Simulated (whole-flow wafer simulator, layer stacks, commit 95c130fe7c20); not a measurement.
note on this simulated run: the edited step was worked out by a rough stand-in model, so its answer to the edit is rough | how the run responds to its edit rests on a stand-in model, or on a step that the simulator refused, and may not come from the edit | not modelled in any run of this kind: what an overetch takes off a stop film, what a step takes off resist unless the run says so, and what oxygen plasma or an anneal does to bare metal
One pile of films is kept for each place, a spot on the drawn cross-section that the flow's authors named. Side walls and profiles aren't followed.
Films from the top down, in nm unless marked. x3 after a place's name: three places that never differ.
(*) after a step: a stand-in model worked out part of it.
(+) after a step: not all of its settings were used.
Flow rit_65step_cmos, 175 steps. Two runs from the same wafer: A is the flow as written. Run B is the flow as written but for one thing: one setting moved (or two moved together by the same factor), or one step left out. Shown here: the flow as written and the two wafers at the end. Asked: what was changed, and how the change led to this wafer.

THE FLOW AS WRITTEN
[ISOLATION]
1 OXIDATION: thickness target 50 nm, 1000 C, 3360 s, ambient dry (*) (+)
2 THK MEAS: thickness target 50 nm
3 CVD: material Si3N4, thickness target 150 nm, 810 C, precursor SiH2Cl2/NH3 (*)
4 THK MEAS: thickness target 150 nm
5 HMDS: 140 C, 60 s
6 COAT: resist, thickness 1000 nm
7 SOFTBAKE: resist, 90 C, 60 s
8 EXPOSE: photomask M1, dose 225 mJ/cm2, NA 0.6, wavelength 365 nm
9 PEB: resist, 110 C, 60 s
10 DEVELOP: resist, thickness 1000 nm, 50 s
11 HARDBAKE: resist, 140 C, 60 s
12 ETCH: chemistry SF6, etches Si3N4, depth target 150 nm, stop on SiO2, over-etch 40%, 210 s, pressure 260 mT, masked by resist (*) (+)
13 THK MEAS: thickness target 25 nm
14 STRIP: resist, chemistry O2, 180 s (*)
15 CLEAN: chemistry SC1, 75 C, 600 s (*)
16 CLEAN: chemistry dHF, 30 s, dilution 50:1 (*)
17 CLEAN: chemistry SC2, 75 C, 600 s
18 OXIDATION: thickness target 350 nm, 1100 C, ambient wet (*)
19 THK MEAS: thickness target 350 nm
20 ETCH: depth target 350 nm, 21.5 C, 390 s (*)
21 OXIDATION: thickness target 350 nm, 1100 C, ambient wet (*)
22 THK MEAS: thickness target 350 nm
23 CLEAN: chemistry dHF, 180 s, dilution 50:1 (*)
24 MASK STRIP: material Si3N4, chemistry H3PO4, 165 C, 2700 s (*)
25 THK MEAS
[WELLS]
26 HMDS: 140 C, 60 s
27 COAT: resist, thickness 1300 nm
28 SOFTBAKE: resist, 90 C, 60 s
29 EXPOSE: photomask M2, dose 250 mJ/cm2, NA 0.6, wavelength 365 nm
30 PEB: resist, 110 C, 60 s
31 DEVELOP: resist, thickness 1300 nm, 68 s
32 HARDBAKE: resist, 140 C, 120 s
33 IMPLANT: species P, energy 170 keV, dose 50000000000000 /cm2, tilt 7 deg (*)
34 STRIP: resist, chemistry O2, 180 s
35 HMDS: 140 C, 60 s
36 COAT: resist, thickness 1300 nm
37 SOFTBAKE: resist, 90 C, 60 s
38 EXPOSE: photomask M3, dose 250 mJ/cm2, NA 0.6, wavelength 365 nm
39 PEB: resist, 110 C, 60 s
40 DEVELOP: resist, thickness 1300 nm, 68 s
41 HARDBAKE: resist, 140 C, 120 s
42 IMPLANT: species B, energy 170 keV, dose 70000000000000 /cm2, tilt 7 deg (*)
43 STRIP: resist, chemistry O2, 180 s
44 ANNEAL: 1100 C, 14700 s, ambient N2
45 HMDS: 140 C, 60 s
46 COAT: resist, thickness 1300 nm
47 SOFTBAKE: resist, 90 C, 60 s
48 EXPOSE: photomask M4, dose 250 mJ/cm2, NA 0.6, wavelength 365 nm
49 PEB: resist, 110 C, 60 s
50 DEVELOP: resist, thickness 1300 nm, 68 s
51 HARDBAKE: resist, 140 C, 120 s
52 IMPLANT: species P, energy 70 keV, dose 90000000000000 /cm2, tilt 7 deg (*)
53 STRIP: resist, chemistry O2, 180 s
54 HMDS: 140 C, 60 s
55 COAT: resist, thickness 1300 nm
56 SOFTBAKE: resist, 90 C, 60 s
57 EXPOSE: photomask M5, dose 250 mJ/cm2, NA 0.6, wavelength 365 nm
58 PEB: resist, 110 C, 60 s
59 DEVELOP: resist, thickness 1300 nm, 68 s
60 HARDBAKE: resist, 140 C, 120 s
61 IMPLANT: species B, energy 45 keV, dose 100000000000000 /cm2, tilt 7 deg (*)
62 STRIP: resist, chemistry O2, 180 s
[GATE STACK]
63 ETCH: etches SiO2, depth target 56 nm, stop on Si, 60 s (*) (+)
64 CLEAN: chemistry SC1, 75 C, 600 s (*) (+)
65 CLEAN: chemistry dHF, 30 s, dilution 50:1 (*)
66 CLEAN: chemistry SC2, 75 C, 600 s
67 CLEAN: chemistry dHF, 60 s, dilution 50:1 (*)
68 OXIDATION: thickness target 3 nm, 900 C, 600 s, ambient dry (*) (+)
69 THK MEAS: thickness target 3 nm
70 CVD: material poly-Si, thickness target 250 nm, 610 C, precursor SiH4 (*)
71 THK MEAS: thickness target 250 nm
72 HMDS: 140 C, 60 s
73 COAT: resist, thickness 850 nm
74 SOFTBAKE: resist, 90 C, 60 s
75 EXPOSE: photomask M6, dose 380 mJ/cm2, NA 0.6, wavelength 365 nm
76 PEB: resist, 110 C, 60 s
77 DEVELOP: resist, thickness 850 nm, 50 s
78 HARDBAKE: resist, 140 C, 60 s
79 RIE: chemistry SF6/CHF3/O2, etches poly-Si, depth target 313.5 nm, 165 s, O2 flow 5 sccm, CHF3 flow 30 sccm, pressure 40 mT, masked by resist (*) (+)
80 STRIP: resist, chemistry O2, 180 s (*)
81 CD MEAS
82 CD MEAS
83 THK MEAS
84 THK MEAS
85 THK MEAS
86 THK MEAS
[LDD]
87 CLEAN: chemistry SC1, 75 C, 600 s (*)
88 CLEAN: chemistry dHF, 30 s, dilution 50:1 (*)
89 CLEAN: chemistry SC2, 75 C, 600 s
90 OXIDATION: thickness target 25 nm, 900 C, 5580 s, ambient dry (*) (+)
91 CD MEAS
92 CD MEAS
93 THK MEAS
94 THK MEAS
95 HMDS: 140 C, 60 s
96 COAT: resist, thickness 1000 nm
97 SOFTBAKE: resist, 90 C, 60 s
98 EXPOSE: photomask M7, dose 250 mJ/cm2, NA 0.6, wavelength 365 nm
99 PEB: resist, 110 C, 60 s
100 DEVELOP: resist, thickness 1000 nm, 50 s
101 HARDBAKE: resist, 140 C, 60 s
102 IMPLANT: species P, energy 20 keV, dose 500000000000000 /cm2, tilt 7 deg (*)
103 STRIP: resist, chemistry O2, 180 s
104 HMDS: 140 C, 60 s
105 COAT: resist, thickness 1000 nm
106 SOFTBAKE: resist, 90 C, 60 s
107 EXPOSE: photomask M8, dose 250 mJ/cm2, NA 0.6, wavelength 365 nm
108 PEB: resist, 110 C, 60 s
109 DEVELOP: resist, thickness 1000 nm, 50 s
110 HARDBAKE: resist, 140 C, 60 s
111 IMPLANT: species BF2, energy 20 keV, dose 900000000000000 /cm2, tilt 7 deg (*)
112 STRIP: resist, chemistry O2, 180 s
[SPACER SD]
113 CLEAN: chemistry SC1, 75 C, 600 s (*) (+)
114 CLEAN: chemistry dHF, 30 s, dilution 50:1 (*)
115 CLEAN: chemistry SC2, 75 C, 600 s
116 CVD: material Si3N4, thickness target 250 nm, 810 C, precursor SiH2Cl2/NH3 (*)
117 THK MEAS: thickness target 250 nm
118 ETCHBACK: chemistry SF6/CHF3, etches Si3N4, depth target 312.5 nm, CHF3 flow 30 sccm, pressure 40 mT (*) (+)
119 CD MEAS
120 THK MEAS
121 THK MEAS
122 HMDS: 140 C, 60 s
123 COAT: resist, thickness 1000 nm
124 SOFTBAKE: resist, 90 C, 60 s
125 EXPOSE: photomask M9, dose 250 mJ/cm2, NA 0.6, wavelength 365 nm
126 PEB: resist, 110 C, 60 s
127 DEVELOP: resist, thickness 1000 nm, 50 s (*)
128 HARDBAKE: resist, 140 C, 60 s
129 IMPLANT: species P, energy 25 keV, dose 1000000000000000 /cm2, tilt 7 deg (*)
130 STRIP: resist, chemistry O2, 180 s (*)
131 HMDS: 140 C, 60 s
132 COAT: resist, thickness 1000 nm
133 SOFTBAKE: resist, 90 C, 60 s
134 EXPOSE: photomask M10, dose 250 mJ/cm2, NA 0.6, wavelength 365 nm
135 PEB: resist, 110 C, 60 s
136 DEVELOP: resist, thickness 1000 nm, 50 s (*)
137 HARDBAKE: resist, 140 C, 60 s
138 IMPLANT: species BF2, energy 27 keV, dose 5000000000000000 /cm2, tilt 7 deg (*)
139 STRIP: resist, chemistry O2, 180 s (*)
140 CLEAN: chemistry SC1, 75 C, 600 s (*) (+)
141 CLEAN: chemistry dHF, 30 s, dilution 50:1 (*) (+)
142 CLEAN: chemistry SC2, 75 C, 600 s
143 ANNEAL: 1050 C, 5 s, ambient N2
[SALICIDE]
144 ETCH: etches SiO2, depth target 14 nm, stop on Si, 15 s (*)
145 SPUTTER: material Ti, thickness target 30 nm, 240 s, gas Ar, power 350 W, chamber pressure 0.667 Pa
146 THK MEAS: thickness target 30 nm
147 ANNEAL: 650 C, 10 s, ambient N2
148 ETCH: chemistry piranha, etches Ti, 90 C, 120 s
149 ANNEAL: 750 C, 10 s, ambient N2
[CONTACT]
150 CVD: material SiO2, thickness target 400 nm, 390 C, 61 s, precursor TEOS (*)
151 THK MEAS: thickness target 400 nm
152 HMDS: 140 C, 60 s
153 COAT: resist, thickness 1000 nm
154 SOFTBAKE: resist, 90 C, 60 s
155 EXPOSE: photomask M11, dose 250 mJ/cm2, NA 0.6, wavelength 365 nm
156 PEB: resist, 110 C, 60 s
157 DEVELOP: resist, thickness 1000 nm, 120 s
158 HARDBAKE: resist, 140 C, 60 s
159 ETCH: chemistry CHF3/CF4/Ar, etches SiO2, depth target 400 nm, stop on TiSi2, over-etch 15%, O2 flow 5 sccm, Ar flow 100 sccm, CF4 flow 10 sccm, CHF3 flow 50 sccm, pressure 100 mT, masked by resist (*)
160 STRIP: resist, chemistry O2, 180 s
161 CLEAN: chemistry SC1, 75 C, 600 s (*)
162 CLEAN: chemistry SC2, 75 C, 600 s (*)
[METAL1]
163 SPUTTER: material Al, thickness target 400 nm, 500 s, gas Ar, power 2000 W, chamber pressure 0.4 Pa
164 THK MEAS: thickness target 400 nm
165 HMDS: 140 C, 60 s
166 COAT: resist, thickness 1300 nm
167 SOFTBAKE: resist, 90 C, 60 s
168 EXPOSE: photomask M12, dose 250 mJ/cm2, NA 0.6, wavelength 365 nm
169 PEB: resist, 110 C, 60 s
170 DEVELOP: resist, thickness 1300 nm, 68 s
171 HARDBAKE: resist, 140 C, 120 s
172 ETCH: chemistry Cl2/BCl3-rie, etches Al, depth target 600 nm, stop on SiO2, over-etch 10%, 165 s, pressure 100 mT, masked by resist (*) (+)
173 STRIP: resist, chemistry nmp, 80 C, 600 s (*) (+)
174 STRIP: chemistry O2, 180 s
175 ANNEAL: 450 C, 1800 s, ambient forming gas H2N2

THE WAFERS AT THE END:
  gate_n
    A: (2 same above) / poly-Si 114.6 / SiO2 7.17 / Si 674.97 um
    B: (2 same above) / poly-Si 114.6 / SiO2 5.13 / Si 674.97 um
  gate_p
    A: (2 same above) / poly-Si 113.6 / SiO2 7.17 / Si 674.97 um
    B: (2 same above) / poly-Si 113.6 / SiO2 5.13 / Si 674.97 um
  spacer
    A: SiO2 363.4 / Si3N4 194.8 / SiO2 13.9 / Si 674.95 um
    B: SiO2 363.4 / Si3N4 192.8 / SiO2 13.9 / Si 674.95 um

The cause: step 68, OXIDATION: 330 s was run, where the flow has 600 s.

How the change led to this, step by step:
  68 OXIDATION: thickness target 3 nm, 900 C, 600 s, ambient dry (*) (+)
      active_n, active_p, gate_n and 7 more: A SiO2 +7.17 (new film), Si -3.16 | B SiO2 +5.13 (new film), Si -2.26
  79 RIE: chemistry SF6/CHF3/O2, etches poly-Si, depth target 313.5 nm, 165 s, O2 flow 5 sccm, CHF3 flow 30 sccm, pressure 40 mT, masked by resist (*) (+)
      active_n, active_p, spacer, spacer_p, sd_n, sd_p, contact, m1: A poly-Si -250 (all of it), SiO2 -7.17 (all of it) | B poly-Si -250 (all of it), SiO2 -5.13 (all of it)
  118 ETCHBACK: chemistry SF6/CHF3, etches Si3N4, depth target 312.5 nm, CHF3 flow 30 sccm, pressure 40 mT (*) (+)
      spacer, spacer_p: A Si3N4 -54 | B Si3N4 -56.1
